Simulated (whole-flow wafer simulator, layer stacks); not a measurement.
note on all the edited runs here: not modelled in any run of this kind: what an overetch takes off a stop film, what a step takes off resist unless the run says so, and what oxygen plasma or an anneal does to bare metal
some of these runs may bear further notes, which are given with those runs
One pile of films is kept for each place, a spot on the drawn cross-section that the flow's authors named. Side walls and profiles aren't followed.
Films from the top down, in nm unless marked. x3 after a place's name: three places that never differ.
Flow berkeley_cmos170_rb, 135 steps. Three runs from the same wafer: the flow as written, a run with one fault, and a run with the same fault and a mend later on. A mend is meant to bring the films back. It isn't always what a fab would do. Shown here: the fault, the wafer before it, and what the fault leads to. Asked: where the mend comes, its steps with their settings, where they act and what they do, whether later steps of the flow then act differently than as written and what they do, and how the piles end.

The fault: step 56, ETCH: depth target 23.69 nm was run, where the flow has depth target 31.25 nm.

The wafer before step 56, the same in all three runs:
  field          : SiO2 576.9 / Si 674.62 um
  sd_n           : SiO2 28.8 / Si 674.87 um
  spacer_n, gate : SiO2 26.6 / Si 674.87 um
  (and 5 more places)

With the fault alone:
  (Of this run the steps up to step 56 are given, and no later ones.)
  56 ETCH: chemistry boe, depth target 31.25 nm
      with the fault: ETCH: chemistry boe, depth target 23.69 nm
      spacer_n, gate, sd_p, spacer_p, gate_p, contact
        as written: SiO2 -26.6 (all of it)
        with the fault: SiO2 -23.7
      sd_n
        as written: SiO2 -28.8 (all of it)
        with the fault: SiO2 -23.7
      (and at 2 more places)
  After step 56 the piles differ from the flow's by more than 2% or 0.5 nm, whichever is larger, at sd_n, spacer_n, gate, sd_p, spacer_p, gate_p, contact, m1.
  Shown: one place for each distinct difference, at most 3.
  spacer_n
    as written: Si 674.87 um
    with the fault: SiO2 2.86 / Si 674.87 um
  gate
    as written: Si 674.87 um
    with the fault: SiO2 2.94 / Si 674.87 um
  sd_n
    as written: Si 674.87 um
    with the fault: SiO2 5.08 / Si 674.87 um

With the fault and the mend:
  The mend comes after step 56.
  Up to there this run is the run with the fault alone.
  56a ETCH: chemistry boe, depth target 7.562 nm (the flow's step 56 once more, with other settings)
      spacer_n, spacer_p, gate_p, contact
        SiO2 -2.86 (all of it)
      gate, sd_p
        SiO2 -2.94 (all of it)
      field
        SiO2 -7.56
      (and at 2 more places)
  No later step of the flow acts differently than as written, at any place that is followed, by more than 2% or 0.5 nm, whichever is larger.
  At the end the piles are the same as the flow's at every place that both follow.
